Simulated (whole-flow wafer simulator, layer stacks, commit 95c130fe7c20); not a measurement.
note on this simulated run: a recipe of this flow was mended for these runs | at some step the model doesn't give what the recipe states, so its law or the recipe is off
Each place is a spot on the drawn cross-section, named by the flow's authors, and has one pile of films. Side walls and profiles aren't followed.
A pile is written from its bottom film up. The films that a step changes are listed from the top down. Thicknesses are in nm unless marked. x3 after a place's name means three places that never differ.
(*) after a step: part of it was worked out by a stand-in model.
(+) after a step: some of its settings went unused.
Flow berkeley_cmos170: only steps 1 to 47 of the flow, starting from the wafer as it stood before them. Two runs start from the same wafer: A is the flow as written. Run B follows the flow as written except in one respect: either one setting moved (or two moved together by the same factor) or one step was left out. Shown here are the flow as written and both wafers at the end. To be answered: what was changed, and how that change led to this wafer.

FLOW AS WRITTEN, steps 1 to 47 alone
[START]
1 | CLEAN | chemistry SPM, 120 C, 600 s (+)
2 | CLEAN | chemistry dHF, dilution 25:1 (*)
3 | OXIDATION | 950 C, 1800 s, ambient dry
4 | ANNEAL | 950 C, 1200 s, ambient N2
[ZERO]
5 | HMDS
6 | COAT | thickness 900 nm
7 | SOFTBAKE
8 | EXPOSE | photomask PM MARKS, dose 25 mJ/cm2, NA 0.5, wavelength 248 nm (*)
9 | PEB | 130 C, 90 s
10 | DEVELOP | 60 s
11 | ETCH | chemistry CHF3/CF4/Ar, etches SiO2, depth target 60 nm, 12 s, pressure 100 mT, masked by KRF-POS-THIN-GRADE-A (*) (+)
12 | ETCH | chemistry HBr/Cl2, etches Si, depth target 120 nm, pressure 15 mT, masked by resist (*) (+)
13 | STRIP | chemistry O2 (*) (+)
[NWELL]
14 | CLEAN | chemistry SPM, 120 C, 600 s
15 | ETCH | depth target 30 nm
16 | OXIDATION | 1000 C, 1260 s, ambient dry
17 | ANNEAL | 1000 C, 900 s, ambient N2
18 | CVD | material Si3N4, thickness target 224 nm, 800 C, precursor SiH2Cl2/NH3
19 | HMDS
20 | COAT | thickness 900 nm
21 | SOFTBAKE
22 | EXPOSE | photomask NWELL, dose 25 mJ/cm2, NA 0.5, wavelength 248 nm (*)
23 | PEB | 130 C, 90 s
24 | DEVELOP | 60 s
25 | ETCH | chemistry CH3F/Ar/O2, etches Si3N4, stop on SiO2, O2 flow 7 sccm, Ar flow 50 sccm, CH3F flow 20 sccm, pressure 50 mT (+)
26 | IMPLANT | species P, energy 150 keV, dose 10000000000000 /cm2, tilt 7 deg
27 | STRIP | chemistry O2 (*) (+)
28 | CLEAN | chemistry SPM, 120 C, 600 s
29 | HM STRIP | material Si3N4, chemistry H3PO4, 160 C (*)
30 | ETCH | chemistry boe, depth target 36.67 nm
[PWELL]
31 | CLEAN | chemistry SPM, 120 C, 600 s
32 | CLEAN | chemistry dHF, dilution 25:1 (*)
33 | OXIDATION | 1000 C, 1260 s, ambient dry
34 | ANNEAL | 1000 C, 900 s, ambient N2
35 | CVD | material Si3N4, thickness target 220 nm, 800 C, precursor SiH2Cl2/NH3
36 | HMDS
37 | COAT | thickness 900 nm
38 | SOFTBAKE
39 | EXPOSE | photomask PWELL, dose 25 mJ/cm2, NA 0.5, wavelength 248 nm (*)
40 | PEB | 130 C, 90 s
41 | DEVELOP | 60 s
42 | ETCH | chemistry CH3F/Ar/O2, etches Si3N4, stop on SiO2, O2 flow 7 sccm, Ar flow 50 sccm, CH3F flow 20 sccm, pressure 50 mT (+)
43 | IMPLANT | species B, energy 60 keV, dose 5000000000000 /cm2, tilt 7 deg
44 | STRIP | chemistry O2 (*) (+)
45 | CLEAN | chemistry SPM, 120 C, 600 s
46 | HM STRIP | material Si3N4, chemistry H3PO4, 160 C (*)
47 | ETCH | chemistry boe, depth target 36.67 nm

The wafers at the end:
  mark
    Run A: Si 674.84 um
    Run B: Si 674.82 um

What caused this: step 12, ETCH: depth target 148 nm was run, while the flow as written has depth target 120 nm.

The path from the change to this, step by step:
  12 | ETCH | chemistry HBr/Cl2, etches Si, depth target 120 nm, pressure 15 mT, masked by resist (*) (+)
      field x9, sd_p x3: A KrF-resist loses 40 | B KrF-resist loses 49.3
      mark: A Si loses 120 | B Si loses 148
